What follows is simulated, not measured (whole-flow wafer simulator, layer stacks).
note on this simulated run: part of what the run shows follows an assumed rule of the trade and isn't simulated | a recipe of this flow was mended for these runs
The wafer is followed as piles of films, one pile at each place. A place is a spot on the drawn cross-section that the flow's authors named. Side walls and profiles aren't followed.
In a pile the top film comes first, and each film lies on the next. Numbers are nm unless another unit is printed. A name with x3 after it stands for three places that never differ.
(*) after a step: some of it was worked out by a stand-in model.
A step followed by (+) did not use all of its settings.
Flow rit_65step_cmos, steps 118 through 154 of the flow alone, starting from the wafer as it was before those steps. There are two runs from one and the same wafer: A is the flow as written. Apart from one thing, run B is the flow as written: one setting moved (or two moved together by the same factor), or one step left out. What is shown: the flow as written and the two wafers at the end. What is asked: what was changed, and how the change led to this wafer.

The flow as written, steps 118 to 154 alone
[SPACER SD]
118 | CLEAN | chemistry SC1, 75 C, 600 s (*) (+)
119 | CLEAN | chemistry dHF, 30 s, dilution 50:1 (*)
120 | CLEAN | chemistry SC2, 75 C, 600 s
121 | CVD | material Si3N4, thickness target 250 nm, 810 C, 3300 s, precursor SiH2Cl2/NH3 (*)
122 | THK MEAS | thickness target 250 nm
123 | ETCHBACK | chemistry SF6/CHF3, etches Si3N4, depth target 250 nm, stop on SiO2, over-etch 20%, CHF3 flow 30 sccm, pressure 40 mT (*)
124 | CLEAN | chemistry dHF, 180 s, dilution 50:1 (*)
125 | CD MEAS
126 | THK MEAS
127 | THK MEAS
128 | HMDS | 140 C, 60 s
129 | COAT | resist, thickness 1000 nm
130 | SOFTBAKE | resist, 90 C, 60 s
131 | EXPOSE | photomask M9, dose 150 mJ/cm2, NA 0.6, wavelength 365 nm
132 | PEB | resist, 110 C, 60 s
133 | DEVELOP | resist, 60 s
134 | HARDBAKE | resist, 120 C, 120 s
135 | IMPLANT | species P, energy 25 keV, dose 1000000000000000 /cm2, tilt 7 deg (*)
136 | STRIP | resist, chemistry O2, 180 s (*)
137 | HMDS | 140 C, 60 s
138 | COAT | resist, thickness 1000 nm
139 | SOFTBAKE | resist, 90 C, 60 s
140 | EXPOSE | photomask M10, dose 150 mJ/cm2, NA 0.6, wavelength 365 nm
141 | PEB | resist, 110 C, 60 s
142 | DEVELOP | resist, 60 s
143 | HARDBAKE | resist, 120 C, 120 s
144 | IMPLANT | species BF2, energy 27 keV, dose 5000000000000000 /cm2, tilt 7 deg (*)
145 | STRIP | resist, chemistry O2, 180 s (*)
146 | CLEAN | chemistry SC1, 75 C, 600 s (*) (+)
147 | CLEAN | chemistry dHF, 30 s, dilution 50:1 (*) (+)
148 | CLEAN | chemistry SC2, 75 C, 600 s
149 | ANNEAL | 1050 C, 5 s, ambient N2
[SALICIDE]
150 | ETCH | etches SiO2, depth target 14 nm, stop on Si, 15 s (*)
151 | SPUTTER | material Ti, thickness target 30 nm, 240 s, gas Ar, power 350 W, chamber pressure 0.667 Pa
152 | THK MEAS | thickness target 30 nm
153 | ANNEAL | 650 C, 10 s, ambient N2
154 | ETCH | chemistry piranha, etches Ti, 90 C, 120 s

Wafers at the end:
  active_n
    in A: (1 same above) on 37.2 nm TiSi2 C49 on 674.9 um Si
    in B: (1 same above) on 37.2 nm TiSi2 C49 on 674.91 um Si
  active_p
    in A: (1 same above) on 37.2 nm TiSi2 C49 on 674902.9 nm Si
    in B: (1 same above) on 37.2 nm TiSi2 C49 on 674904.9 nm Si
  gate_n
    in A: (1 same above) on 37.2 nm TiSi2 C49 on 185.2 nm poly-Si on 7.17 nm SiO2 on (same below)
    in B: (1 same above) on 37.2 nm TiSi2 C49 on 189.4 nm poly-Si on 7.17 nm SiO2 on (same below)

The reason: step 124, CLEAN: 115 s was run, while the flow as written has 180 s.

Step by step, how the change led to this:
  124 | CLEAN | chemistry dHF, 180 s, dilution 50:1 (*)
      active_n, sd_n, contact, m1: A SiO2 loses 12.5 (all of it) | B SiO2 loses 10.7
      active_p, sd_p: A SiO2 loses 12 (all of it) | B SiO2 loses 10.7
      (also at 8 further places)
  136 | STRIP | resist, chemistry O2, 180 s (*)
      active_n, sd_n, contact, m1: A chemical SiO2 gains 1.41 (new film), Si loses 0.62 | B nothing
      active_p: A chemical SiO2 gains 1.31 (new film), resist loses 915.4 (all of it), Si loses 0.58 | B resist loses 916.2 (all of it)
      (also at 3 further places)
  146 | CLEAN | chemistry SC1, 75 C, 600 s (*) (+)
      active_n, sd_n, contact, m1: A chemical SiO2 loses 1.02, Si loses 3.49 | B chemical SiO2 gains 0.59 (new film), SiO2 loses 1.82 (all of it), Si loses 0.79
      active_p, sd_p: A chemical SiO2 loses 1.02, Si loses 3.49 | B chemical SiO2 gains 0.6 (new film), SiO2 loses 1.23 (all of it), Si loses 2.22
      (also at 2 further places)
  147 | CLEAN | chemistry dHF, 30 s, dilution 50:1 (*) (+)
      gate_n: A chemical SiO2 loses 0.6 (all of it) | B SiO2 loses 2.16 (all of it)
      gate_p: A chemical SiO2 loses 0.6 (all of it) | B SiO2 loses 1.56 (all of it)
